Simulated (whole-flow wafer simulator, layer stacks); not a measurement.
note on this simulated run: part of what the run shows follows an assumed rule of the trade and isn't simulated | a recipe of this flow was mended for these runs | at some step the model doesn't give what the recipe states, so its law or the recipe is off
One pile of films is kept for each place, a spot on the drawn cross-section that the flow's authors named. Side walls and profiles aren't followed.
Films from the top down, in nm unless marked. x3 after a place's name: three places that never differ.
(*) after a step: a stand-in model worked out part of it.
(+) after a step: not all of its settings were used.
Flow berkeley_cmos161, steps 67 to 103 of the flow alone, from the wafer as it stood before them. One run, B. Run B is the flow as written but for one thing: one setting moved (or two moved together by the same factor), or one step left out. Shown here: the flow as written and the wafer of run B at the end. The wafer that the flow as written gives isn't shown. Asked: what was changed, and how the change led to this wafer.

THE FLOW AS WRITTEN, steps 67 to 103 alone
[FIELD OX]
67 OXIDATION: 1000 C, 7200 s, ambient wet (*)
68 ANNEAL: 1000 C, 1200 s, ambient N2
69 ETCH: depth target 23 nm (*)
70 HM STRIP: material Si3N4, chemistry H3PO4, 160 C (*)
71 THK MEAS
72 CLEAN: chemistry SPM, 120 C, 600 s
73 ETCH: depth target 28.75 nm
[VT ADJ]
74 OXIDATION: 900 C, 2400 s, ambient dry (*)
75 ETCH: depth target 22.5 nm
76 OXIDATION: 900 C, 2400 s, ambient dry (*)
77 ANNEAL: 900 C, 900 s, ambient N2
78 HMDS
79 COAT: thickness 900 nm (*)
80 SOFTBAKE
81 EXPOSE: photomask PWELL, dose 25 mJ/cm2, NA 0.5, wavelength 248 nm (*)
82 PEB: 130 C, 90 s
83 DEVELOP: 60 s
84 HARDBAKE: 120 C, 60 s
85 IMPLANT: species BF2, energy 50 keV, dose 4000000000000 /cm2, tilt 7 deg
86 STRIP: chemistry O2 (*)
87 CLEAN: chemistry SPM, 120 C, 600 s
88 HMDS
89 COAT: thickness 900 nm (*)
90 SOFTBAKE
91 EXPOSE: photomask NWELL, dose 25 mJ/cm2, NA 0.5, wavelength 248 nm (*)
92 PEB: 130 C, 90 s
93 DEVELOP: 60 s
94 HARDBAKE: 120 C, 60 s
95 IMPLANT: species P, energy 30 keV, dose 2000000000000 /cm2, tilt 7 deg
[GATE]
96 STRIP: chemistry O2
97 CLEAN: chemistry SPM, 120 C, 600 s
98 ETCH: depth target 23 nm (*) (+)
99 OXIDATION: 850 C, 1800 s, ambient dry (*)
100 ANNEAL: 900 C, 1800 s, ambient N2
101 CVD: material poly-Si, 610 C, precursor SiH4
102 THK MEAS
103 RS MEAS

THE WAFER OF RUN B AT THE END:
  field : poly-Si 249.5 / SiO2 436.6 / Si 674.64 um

The cause: step 73, ETCH: depth target 46 nm was run, where the flow has depth target 28.75 nm.

How the change led to this, step by step:
  73 ETCH: depth target 28.75 nm
      field: SiO2 -46 (as written it would be: SiO2 -28.7)
